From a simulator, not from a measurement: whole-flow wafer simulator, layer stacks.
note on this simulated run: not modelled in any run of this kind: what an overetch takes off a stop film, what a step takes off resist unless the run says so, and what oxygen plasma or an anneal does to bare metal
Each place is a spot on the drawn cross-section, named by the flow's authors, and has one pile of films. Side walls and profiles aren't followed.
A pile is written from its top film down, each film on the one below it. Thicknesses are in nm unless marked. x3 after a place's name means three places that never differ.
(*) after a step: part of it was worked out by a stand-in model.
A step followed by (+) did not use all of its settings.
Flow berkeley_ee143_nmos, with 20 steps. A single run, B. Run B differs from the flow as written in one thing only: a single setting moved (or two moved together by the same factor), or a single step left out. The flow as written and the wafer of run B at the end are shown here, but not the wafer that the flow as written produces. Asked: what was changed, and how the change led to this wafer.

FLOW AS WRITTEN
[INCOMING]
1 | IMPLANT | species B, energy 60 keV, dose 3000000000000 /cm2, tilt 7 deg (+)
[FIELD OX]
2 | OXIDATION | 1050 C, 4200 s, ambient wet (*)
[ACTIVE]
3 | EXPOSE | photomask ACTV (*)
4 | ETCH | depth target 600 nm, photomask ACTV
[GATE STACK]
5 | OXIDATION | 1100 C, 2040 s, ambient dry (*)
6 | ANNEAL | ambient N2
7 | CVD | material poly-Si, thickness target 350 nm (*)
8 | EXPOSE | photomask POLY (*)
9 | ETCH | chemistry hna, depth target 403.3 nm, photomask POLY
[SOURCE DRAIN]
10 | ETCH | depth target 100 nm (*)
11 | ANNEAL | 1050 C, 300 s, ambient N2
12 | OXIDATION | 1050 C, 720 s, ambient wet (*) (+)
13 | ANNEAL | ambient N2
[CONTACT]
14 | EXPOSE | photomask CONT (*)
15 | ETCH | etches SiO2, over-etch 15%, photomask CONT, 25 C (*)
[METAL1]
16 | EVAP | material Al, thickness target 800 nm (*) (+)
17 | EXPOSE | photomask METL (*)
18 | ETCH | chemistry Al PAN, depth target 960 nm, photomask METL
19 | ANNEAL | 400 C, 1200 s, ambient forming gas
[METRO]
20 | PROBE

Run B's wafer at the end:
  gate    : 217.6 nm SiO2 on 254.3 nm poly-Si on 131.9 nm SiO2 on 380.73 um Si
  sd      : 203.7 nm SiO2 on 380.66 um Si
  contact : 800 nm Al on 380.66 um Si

The reason: step 4, ETCH: depth target 474 nm was run, while the flow as written has depth target 600 nm.

How this came from the change, step by step:
  4 | ETCH | depth target 600 nm, photomask ACTV
      gate, sd, contact: SiO2 loses 474 (as written it would have been: SiO2 loses 566.4 (all of it))
  5 | OXIDATION | 1100 C, 2040 s, ambient dry (*)
      gate, sd, contact: SiO2 gains 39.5, Si loses 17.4 (as written it would have been: SiO2 gains 79.7 (new film), Si loses 35.1)
  10 | ETCH | depth target 100 nm (*)
      sd, contact: SiO2 loses 100 (as written it would have been: SiO2 loses 79.7 (all of it))
  12 | OXIDATION | 1050 C, 720 s, ambient wet (*) (+)
      sd, contact: SiO2 gains 171.9, Si loses 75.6 (as written it would have been: SiO2 gains 189.4 (new film), Si loses 83.4)
  15 | ETCH | etches SiO2, over-etch 15%, photomask CONT, 25 C (*)
      contact: SiO2 loses 203.7 (all of it) (as written it would have been: SiO2 loses 189.4 (all of it))
